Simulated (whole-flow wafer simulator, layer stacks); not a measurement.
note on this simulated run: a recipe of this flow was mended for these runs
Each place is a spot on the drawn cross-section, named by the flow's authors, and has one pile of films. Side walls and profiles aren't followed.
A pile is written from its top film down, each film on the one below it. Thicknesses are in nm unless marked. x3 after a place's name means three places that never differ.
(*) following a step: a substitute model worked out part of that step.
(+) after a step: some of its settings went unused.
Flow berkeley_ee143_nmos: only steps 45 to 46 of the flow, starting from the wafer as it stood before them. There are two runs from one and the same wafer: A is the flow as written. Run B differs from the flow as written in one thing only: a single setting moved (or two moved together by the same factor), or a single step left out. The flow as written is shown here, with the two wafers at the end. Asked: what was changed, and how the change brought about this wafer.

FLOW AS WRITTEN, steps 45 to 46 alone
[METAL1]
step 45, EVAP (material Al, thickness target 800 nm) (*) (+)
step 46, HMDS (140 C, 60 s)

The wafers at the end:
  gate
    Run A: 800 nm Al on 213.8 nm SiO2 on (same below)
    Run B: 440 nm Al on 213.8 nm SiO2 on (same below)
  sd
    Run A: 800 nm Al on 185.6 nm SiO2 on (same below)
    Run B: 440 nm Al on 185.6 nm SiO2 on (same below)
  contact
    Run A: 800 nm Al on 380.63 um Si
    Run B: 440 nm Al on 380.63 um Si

The reason: step 45, EVAP: thickness target 440 nm was run, while the flow as written has thickness target 800 nm.
The wafer lets one read it off: gate has Al 440, and step 45 as written asks for 800 nm.

How this came from the change, step by step:
  step 45, EVAP (material Al, thickness target 800 nm) (*) (+)
      gate, sd, contact, field: A Al gains 800 (new film) | B Al gains 440 (new film)
